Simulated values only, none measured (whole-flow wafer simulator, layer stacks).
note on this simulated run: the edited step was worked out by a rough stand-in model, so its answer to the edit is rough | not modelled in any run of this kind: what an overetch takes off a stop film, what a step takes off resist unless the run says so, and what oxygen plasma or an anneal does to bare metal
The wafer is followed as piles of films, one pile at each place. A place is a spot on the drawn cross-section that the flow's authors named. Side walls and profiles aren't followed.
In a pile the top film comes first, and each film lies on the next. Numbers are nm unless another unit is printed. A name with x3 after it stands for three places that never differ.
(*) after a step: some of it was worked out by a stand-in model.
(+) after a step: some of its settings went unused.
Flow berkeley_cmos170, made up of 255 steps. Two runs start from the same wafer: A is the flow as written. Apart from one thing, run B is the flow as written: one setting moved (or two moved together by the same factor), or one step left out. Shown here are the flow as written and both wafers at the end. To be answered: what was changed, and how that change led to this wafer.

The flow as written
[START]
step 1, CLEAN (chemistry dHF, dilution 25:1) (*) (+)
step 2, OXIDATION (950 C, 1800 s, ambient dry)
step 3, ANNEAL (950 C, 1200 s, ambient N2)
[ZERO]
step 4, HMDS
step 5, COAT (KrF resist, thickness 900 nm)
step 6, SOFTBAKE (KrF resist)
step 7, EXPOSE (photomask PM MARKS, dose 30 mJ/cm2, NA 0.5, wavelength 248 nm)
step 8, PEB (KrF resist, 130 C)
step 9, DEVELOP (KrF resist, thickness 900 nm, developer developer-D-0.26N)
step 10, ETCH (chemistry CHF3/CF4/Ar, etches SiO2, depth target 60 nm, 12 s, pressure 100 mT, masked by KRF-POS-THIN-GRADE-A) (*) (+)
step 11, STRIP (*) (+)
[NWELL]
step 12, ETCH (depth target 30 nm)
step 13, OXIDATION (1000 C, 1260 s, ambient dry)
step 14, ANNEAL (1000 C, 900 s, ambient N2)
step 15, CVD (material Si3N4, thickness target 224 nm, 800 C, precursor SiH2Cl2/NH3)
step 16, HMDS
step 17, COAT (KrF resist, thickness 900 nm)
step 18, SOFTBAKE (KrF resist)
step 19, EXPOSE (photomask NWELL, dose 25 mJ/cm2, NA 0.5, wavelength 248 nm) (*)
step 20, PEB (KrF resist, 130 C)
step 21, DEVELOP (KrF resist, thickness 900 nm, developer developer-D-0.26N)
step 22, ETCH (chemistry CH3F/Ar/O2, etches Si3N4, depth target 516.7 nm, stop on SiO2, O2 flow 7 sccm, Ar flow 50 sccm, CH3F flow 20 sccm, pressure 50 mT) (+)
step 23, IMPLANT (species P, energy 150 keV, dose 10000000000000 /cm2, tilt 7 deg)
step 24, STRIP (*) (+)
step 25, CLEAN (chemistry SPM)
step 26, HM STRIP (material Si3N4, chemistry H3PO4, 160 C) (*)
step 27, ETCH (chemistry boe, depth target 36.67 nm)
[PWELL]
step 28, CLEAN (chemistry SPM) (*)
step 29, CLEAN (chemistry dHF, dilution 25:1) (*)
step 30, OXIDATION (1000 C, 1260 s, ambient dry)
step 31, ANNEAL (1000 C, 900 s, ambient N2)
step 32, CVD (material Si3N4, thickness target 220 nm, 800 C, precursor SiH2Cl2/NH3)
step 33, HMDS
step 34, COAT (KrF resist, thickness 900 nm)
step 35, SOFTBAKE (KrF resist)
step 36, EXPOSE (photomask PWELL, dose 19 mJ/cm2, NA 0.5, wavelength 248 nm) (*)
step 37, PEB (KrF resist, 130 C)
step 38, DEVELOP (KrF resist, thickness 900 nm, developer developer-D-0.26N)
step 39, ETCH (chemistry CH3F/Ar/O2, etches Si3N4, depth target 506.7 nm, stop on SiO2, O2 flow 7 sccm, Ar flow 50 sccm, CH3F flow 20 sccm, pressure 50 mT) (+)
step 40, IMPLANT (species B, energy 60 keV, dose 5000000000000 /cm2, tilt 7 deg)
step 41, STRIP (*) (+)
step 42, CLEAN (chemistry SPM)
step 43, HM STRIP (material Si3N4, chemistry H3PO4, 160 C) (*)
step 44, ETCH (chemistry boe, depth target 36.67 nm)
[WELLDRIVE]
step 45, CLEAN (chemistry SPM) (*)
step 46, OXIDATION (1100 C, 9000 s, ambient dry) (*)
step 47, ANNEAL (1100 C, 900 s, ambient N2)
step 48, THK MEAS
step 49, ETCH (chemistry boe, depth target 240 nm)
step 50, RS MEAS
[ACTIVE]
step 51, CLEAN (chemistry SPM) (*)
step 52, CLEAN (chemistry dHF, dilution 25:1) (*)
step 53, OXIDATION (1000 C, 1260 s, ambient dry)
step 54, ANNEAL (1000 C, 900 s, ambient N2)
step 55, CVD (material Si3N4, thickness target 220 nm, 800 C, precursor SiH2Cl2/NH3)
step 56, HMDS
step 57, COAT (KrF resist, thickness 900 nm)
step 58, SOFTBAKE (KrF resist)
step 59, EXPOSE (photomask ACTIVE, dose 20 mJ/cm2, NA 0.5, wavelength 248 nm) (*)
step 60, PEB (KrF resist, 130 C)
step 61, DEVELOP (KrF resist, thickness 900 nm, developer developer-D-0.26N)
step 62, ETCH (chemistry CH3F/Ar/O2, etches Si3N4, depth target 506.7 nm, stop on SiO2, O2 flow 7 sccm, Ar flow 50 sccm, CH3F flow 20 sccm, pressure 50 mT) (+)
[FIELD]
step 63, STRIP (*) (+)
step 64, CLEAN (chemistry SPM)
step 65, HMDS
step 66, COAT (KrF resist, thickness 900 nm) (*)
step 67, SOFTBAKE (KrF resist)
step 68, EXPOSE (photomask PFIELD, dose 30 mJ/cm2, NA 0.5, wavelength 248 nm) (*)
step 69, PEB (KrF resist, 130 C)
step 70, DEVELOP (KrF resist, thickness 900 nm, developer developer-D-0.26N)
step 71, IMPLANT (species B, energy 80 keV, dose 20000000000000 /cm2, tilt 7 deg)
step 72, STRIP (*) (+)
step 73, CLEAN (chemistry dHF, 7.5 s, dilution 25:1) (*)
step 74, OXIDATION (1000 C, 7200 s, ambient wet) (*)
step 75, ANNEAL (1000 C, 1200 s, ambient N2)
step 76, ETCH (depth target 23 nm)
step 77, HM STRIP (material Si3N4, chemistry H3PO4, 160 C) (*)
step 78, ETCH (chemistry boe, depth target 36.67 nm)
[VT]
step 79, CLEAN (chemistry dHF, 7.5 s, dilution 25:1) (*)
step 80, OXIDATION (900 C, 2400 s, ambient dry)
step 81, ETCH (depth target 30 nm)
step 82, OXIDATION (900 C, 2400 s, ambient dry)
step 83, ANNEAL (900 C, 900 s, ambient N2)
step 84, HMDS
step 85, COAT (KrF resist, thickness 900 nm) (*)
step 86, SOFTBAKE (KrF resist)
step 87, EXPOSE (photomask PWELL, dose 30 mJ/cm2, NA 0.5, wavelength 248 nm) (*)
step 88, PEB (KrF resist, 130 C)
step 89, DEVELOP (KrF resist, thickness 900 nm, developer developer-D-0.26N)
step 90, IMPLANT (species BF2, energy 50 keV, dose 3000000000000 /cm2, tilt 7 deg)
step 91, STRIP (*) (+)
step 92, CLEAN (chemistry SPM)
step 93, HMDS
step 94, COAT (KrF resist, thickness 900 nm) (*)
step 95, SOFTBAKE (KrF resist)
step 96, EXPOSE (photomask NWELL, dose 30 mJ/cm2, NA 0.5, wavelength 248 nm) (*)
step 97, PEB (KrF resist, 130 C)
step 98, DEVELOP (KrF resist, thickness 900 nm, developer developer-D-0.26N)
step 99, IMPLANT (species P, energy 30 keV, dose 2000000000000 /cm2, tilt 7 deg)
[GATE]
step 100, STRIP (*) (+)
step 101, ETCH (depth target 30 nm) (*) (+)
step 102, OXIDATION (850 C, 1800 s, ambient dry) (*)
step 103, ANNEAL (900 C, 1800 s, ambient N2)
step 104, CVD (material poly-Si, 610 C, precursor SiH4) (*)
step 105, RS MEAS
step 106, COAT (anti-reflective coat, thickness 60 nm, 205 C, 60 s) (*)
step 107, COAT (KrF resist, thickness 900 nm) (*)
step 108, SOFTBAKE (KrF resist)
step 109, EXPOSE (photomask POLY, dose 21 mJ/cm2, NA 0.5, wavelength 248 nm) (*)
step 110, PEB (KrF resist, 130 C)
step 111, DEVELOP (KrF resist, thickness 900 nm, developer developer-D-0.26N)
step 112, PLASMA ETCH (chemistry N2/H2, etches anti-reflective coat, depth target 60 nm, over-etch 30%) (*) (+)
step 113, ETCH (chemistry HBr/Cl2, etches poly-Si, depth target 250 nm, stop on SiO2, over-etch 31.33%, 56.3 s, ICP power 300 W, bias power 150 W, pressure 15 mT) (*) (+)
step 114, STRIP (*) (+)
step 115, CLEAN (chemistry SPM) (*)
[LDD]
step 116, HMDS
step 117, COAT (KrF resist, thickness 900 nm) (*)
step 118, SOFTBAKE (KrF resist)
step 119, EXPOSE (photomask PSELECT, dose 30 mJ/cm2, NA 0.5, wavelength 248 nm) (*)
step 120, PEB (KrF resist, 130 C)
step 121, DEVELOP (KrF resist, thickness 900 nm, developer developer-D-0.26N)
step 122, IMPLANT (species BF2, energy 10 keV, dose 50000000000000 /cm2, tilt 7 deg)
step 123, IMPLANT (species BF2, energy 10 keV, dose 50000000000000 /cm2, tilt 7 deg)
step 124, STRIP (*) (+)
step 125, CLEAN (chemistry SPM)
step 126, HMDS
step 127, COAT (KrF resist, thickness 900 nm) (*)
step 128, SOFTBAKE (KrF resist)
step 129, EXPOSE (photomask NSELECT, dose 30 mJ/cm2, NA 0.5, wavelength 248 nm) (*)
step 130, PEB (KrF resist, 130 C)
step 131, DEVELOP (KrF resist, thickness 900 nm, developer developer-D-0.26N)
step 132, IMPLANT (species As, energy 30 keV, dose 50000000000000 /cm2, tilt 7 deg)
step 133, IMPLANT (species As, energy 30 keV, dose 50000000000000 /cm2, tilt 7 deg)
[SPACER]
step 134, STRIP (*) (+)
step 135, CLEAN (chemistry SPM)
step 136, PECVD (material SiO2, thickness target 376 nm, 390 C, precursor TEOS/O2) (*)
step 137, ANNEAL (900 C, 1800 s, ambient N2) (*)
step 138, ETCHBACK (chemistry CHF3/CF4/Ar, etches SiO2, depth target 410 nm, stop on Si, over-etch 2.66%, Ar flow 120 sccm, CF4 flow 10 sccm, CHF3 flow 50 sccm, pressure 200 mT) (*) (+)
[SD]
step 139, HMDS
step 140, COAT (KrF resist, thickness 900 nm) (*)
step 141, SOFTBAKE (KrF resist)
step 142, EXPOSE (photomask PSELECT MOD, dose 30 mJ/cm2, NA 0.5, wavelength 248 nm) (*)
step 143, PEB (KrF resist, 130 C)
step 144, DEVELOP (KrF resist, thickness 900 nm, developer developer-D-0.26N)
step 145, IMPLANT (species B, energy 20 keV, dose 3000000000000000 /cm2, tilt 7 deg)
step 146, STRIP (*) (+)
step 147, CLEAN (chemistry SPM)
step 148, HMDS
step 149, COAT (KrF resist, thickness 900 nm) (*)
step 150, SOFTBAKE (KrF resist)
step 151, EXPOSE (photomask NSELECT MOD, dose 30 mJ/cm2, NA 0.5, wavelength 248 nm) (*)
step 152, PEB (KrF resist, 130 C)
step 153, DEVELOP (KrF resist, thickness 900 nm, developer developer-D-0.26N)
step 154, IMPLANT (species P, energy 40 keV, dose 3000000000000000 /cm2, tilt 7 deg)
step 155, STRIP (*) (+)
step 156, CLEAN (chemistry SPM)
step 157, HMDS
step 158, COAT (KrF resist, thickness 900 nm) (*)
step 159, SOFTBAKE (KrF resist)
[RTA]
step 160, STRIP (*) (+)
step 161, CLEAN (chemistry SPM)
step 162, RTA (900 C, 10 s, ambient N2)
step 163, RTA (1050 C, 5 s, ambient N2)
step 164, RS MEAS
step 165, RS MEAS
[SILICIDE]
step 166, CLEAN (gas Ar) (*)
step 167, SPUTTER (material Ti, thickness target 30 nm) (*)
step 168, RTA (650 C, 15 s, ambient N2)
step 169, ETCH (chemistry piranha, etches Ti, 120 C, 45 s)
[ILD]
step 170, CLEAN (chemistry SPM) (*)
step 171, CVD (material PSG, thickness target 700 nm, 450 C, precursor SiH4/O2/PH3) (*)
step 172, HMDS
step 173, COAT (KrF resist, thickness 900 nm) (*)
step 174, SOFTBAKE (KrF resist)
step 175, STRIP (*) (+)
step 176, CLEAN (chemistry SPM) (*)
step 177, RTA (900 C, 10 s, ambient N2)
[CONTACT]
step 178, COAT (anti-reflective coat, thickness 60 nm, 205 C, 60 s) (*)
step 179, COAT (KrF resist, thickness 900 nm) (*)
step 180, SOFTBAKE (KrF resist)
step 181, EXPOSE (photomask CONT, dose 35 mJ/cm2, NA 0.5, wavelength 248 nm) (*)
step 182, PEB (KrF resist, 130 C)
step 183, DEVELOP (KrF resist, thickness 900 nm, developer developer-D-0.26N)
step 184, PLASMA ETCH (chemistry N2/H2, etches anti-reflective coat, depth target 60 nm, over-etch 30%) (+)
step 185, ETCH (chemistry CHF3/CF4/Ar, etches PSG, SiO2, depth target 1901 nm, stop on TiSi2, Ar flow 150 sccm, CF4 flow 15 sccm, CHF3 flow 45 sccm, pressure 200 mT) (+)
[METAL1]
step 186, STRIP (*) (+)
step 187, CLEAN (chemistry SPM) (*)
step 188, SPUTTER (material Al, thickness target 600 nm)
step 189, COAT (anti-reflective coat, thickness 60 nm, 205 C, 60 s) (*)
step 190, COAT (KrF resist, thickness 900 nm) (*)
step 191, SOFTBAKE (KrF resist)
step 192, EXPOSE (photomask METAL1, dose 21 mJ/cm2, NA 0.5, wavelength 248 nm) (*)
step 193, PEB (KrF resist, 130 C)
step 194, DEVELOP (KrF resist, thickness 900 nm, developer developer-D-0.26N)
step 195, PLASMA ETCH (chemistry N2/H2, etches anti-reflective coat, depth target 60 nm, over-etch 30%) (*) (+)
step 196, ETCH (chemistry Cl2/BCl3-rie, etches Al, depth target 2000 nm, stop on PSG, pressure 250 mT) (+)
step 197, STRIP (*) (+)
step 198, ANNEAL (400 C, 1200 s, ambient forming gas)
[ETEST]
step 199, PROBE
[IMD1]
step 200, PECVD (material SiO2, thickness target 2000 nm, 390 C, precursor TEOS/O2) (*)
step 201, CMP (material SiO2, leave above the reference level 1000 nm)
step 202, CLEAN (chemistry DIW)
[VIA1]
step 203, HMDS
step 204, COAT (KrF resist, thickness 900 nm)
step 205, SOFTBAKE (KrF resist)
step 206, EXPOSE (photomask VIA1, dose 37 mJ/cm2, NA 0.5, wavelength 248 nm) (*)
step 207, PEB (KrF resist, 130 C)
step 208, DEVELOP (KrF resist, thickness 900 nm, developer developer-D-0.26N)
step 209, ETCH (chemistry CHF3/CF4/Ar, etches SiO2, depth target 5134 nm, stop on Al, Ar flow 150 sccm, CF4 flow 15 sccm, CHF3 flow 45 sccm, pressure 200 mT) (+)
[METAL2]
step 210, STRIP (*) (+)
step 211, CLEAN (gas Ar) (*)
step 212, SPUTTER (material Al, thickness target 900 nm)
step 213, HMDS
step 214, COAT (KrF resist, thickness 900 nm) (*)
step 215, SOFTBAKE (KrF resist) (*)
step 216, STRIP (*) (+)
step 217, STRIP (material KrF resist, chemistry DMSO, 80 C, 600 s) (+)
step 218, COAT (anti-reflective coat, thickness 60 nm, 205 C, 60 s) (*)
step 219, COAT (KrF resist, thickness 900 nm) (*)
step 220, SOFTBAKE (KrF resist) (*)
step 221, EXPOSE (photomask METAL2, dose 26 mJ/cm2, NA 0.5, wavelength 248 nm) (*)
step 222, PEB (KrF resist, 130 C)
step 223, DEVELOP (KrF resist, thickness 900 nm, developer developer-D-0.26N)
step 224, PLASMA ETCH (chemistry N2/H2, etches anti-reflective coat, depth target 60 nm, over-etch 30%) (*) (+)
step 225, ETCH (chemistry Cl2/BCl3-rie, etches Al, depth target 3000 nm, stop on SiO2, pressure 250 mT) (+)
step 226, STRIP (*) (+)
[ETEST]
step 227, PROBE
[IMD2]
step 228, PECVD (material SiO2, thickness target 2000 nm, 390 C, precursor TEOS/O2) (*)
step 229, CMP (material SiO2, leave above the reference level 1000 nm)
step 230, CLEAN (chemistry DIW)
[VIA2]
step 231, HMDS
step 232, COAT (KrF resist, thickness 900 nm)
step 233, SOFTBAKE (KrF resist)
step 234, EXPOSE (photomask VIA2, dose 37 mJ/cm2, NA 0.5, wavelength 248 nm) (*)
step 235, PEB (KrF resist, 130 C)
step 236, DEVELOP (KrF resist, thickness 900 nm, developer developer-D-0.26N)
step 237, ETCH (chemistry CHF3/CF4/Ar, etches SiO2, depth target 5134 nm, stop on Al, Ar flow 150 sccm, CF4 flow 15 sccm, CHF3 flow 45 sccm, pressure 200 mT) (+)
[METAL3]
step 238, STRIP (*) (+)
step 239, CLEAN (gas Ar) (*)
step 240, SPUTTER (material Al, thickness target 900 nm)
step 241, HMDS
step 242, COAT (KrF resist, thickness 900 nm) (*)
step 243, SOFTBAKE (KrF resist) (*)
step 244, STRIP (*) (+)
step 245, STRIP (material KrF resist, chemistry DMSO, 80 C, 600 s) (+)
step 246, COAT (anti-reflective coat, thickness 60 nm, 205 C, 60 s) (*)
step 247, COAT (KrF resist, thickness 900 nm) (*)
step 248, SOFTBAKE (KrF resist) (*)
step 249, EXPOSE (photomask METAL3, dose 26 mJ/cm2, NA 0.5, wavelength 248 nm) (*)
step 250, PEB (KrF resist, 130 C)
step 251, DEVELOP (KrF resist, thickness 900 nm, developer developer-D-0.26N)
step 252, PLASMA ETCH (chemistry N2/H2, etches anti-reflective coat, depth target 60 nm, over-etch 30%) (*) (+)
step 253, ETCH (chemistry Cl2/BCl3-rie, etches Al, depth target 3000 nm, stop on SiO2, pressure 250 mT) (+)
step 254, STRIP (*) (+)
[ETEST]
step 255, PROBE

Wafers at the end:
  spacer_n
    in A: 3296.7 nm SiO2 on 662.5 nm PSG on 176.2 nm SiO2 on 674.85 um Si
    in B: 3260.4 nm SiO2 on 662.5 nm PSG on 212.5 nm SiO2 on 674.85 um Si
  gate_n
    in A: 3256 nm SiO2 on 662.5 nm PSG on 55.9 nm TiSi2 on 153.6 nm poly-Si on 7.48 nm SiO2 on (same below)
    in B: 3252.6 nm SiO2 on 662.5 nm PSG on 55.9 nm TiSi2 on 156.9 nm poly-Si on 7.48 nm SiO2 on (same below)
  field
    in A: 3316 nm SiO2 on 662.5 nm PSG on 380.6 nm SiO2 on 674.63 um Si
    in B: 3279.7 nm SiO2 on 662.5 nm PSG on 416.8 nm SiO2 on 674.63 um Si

The reason: step 136, PECVD: thickness target 414 nm was run, while the flow as written has thickness target 376 nm.

Step by step, how the change led to this:
  step 136, PECVD (material SiO2, thickness target 376 nm, 390 C, precursor TEOS/O2) (*)
      field, sd_n, spacer_n and 7 more: A SiO2 gains 376 | B SiO2 gains 414
      gate_n, gate_p: A SiO2 gains 376 (new film) | B SiO2 gains 414 (new film)
  step 137, ANNEAL (900 C, 1800 s, ambient N2) (*)
      field, sd_n, spacer_n and 9 more: A SiO2 loses 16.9 | B SiO2 loses 18.6
  step 138, ETCHBACK (chemistry CHF3/CF4/Ar, etches SiO2, depth target 410 nm, stop on Si, over-etch 2.66%, Ar flow 120 sccm, CF4 flow 10 sccm, CHF3 flow 50 sccm, pressure 200 mT) (*) (+)
      sd_n, sd_p, contact, m1, via1, m2, via2: A SiO2 loses 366 (all of it) | B SiO2 loses 402.3 (all of it)
      gate_n, gate_p: A SiO2 loses 359.1 (all of it), chemical SiO2 loses 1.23 (all of it), poly-Si loses 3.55 | B SiO2 loses 395.4 (all of it), chemical SiO2 loses 1.23 (all of it), poly-Si loses 0.25
  step 140, COAT (KrF resist, thickness 900 nm) (*)
      spacer_n: A KrF resist gains 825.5 (new film) | B KrF resist gains 808.7 (new film)
      gate_n: A KrF resist gains 792.8 (new film) | B KrF resist gains 809.1 (new film)
      (as well as at 1 more place)
  step 144, DEVELOP (KrF resist, thickness 900 nm, developer developer-D-0.26N)
      spacer_p: A KrF resist loses 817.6 (all of it) | B KrF resist loses 798.7 (all of it)
  step 146, STRIP (*) (+)
      sd_n: A chemical SiO2 gains 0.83 (new film), KrF resist loses 969.8 (all of it), Si loses 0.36 | B chemical SiO2 gains 0.83 (new film), KrF resist loses 989.8 (all of it), Si loses 0.37
      spacer_n: A KrF resist loses 810 (all of it) | B KrF resist loses 793.2 (all of it)
      (as well as at 1 more place)
  step 149, COAT (KrF resist, thickness 900 nm) (*)
      sd_n: A KrF resist gains 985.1 (new film) | B KrF resist gains 1005.4 (new film)
      spacer_n: A KrF resist gains 825.9 (new film) | B KrF resist gains 808.9 (new film)
      (as well as at 2 more places)
  step 153, DEVELOP (KrF resist, thickness 900 nm, developer developer-D-0.26N)
      sd_n: A KrF resist loses 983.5 (all of it) | B KrF resist loses 1003.8 (all of it)
      spacer_n: A KrF resist loses 824.6 (all of it) | B KrF resist loses 807.7 (all of it)
  step 155, STRIP (*) (+)
      spacer_p: A KrF resist loses 804 (all of it) | B KrF resist loses 784.9 (all of it)
  step 158, COAT (KrF resist, thickness 900 nm) (*)
      sd_n: A KrF resist gains 984.8 (new film) | B KrF resist gains 1005.3 (new film)
      spacer_n: A KrF resist gains 825.6 (new film) | B KrF resist gains 809 (new film)
      (as well as at 2 more places)
  step 160, STRIP (*) (+)
      sd_n: A KrF resist loses 984.8 (all of it), chemical SiO2 gains 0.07 | B KrF resist loses 1005.3 (all of it), chemical SiO2 gains 0.07
      spacer_n: A KrF resist loses 825.6 (all of it) | B KrF resist loses 809 (all of it)
      (as well as at 2 more places)
  step 173, COAT (KrF resist, thickness 900 nm) (*)
      sd_n: A KrF resist gains 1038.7 (new film) | B KrF resist gains 1063.5 (new film)
      gate_n: A KrF resist gains 832.4 (new film) | B KrF resist gains 852.8 (new film)
      (as well as at 2 more places)
  step 175, STRIP (*) (+)
      sd_n: A KrF resist loses 1038.7 (all of it) | B KrF resist loses 1063.5 (all of it)
      gate_n: A KrF resist loses 832.4 (all of it) | B KrF resist loses 852.8 (all of it)
      (as well as at 2 more places)
  step 178, COAT (anti-reflective coat, thickness 60 nm, 205 C, 60 s) (*)
      sd_n: A anti-reflective coat gains 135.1 (new film) | B anti-reflective coat gains 162 (new film)
      spacer_n: A anti-reflective coat gains 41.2 (new film) | B anti-reflective coat gains 37.7 (new film)
      (as well as at 8 more places)
  step 184, PLASMA ETCH (chemistry N2/H2, etches anti-reflective coat, depth target 60 nm, over-etch 30%) (+)
      field, sd_n, spacer_n and 8 more: A KrF resist loses 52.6 | B KrF resist loses 55.1
      contact: A anti-reflective coat loses 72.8 (all of it), PSG loses 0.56 | B anti-reflective coat loses 76.3 (all of it), PSG loses 0.59
  step 186, STRIP (*) (+)
      sd_n: A KrF resist loses 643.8 (all of it), anti-reflective coat loses 135.1 (all of it) | B KrF resist loses 636.9 (all of it), anti-reflective coat loses 162 (all of it)
      spacer_n: A KrF resist loses 599.1 (all of it), anti-reflective coat loses 41.2 (all of it) | B KrF resist loses 592.4 (all of it), anti-reflective coat loses 37.7 (all of it)
      (as well as at 7 more places)
  ... 7 further steps ...
  step 201, CMP (material SiO2, leave above the reference level 1000 nm)
      spacer_n, spacer_p: A SiO2 loses 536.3 | B SiO2 loses 572.6
      field: A SiO2 loses 517 | B SiO2 loses 553.3
      (as well as at 1 more place)
